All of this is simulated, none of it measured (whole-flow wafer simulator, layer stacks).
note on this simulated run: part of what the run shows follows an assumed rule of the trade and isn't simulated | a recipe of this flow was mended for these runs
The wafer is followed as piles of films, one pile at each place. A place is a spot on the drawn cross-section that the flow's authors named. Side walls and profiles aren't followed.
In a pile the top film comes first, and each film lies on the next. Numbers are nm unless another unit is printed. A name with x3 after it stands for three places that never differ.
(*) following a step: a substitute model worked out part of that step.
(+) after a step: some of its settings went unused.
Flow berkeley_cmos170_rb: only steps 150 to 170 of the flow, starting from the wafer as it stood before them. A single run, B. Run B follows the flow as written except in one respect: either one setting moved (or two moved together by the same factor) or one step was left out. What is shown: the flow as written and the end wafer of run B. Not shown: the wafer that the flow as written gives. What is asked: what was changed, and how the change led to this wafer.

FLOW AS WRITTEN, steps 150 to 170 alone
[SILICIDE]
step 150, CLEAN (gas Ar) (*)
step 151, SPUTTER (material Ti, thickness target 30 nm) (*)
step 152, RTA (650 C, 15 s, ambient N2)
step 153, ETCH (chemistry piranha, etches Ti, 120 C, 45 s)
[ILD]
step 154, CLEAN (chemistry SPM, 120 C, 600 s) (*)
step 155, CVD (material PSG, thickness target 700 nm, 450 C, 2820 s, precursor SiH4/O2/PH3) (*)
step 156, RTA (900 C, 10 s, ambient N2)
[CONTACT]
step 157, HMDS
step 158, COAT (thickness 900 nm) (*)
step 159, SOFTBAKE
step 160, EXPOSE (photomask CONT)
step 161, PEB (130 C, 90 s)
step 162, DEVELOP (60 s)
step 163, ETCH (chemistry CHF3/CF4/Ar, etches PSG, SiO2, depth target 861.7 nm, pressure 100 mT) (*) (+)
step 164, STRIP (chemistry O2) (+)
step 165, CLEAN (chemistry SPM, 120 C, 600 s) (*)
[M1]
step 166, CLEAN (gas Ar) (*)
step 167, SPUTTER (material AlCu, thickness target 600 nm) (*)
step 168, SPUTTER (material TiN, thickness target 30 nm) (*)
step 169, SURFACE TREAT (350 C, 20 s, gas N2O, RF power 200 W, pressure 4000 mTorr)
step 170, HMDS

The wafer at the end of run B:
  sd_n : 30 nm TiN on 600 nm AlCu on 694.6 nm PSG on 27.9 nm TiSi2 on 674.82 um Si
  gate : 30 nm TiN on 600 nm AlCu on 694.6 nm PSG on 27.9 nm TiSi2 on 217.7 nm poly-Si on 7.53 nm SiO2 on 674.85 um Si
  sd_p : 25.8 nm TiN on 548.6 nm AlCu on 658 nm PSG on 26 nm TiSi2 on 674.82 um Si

The reason: step 151, SPUTTER: thickness target 15 nm was run, though the flow has thickness target 30 nm.

Step by step, how the change led to this:
  step 151, SPUTTER (material Ti, thickness target 30 nm) (*)
      field, sd_n, spacer_n, gate, spacer_p, gate_p, contact, m1: Ti gains 15 (new film) (as written it would have been: Ti gains 30 (new film))
      sd_p: Ti gains 13.9 (new film) (as written it would have been: Ti gains 27.9 (new film))
  step 152, RTA (650 C, 15 s, ambient N2)
      sd_n, contact, m1: Ti loses 11.7, TiSi2 C49 gains 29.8 (new film), Si loses 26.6 (as written it would have been: Ti loses 23.4, TiSi first gains 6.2 (new film), TiSi2 C49 gains 50.3 (new film), Si loses 49)
      gate, gate_p: Ti loses 11.7, TiSi2 C49 gains 29.8 (new film), poly-Si loses 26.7 (as written it would have been: Ti loses 23.4, TiSi first gains 6.2 (new film), TiSi2 C49 gains 50.3 (new film), poly-Si loses 49.2)
      (and at 1 other place as well)
  step 153, ETCH (chemistry piranha, etches Ti, 120 C, 45 s)
      sd_n, gate, gate_p, contact, m1: Ti loses 3.3 (all of it), TiSi2 C49 loses 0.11 (as written it would have been: Ti loses 6.6 (all of it), TiSi first loses 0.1)
      sd_p: Ti loses 3.07 (all of it), TiSi2 C49 loses 0.11 (as written it would have been: Ti loses 6.14 (all of it), TiSi first loses 0.1)
      (and at 3 other places as well)
  step 156, RTA (900 C, 10 s, ambient N2)
      sd_n, contact, m1: under 1 film: TiSi2 gains 27.9 (new film), TiSi2 C49 loses 29.7 (all of it) (as written it would have been: under 1 film: TiSi2 gains 55.9 (new film), TiSi first loses 6.09 (all of it), TiSi2 C49 loses 50.3 (all of it), Si loses 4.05)
      gate, gate_p: under 1 film: TiSi2 gains 27.9 (new film), TiSi2 C49 loses 29.7 (all of it) (as written it would have been: under 1 film: TiSi2 gains 55.9 (new film), TiSi first loses 6.09 (all of it), TiSi2 C49 loses 50.3 (all of it), poly-Si loses 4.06)
      (and at 1 other place as well)
